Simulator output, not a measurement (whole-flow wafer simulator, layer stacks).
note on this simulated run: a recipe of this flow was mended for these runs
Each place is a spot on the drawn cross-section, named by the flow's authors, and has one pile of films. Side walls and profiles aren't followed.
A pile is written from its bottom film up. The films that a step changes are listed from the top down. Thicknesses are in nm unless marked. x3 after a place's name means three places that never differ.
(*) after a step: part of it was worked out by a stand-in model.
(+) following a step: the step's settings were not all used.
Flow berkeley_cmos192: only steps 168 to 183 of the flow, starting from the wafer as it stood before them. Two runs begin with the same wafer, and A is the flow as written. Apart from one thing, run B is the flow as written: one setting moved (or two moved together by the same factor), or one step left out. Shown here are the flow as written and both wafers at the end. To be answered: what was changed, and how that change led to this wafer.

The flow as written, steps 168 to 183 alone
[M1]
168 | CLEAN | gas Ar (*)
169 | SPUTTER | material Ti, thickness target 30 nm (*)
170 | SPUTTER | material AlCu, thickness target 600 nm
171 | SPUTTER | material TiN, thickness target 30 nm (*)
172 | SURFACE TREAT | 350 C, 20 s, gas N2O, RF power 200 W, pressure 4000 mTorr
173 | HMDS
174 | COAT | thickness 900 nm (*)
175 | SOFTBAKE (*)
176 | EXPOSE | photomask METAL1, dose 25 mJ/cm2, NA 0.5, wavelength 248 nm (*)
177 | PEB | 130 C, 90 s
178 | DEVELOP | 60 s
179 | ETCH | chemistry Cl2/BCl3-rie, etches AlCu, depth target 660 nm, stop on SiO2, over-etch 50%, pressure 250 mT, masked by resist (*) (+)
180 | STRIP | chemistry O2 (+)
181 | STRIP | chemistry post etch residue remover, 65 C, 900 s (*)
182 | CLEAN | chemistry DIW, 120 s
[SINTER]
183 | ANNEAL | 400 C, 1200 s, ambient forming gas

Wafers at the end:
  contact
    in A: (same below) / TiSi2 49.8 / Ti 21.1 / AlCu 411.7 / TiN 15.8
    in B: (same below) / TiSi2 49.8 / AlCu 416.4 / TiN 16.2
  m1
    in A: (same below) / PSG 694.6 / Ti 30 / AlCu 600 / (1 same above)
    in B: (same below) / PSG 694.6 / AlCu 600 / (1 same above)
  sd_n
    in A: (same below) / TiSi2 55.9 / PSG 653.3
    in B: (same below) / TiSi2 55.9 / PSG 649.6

The reason: step 169, SPUTTER: material Ti, thickness target 30 nm (*), was omitted.

How this came from the change, step by step:
  179 | ETCH | chemistry Cl2/BCl3-rie, etches AlCu, depth target 660 nm, stop on SiO2, over-etch 50%, pressure 250 mT, masked by resist (*) (+)
      field, sd_n, spacer_n, gate, spacer_p, gate_p: A TiN loses 30 (all of it), AlCu loses 600 (all of it), Ti loses 30 (all of it), PSG loses 41.2 | B TiN loses 30 (all of it), AlCu loses 600 (all of it), PSG loses 45
      sd_p: A TiN loses 26.2 (all of it), AlCu loses 557.4 (all of it), Ti loses 26.8 (all of it), PSG loses 47.4 | B TiN loses 26.3 (all of it), AlCu loses 558.8 (all of it), PSG loses 50.6
